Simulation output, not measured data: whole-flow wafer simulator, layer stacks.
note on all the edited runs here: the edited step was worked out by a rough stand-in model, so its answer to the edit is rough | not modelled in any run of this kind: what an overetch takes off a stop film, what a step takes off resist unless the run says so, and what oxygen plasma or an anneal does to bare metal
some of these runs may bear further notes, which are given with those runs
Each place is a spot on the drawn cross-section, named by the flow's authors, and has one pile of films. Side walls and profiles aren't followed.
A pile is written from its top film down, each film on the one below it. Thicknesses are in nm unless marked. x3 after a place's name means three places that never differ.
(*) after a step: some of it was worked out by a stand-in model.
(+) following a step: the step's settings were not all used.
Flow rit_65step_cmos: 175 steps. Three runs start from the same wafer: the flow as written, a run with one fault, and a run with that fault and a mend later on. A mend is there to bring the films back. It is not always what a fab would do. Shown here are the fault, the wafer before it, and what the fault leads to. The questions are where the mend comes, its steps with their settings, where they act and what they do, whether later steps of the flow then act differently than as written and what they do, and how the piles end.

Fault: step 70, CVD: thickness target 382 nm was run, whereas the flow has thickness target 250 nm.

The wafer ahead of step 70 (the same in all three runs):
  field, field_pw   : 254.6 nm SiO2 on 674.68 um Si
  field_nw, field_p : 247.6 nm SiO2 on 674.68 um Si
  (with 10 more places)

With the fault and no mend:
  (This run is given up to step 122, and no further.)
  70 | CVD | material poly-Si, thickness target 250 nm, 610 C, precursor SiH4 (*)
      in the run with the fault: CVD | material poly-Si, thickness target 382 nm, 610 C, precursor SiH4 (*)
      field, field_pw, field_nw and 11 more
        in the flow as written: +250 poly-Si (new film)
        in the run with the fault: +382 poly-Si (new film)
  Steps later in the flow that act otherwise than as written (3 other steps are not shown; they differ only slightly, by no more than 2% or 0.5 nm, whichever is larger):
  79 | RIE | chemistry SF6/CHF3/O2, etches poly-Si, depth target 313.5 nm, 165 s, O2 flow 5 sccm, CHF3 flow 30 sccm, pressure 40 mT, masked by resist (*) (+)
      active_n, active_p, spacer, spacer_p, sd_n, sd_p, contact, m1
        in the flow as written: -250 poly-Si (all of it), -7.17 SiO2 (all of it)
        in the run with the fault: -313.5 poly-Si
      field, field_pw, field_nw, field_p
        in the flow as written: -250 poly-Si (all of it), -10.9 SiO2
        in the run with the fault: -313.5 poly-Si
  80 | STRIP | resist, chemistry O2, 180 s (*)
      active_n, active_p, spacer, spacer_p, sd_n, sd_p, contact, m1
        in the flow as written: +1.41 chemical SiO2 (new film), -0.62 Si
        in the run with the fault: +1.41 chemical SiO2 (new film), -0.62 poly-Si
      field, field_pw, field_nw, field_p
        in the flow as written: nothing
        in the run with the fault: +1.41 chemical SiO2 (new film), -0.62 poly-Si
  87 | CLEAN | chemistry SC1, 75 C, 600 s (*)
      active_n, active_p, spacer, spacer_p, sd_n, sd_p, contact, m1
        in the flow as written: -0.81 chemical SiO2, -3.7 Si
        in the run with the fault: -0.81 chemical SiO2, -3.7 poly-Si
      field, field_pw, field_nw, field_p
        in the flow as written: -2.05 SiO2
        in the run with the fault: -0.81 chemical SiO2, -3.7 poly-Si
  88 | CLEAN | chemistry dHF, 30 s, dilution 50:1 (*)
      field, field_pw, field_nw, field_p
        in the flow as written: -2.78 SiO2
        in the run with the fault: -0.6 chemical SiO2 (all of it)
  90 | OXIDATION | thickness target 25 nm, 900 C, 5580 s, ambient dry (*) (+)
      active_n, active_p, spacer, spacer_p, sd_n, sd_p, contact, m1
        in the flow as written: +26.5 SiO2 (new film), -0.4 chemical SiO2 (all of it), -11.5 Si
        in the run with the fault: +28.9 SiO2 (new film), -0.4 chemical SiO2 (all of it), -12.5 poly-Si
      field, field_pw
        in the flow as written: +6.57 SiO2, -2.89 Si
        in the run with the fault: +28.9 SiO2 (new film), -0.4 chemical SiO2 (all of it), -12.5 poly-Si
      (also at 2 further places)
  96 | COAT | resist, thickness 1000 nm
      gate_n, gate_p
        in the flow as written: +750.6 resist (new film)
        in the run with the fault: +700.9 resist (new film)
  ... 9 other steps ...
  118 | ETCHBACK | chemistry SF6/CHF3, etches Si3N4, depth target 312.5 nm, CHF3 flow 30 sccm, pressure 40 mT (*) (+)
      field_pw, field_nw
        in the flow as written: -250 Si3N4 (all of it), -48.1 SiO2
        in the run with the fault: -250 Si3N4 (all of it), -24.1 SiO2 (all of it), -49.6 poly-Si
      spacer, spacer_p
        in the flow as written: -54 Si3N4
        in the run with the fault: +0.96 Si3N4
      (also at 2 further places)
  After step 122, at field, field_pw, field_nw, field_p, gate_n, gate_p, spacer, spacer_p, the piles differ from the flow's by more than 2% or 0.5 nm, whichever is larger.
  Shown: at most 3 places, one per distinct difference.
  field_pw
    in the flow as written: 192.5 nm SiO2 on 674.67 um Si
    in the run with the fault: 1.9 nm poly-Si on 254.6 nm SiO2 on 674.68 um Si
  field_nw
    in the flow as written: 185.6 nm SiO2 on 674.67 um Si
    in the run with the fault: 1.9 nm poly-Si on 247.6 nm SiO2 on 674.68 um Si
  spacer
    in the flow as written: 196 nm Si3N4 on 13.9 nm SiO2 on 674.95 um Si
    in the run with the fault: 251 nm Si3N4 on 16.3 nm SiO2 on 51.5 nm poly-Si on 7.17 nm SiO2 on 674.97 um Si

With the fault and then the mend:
  The mend follows step 71.
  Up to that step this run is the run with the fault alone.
  71a | ETCH | chemistry tmah, depth target 439.3 nm
      field, field_pw, field_nw and 11 more
        -382 poly-Si (all of it)
  71b | CLEAN | chemistry SC2, 75 C, 600 s (a further turn of the flow's step 66)
      does not change any film at any place that is followed
  71c | CVD | material poly-Si, thickness target 250 nm, 610 C, precursor SiH4 (*) (a further turn of the flow's step 70)
      field, field_pw, field_nw and 11 more
        +250 poly-Si (new film)
  None of the later steps of the flow acts differently than as written at any place that is followed.
  By the end, the piles equal the flow's at every place that both follow.
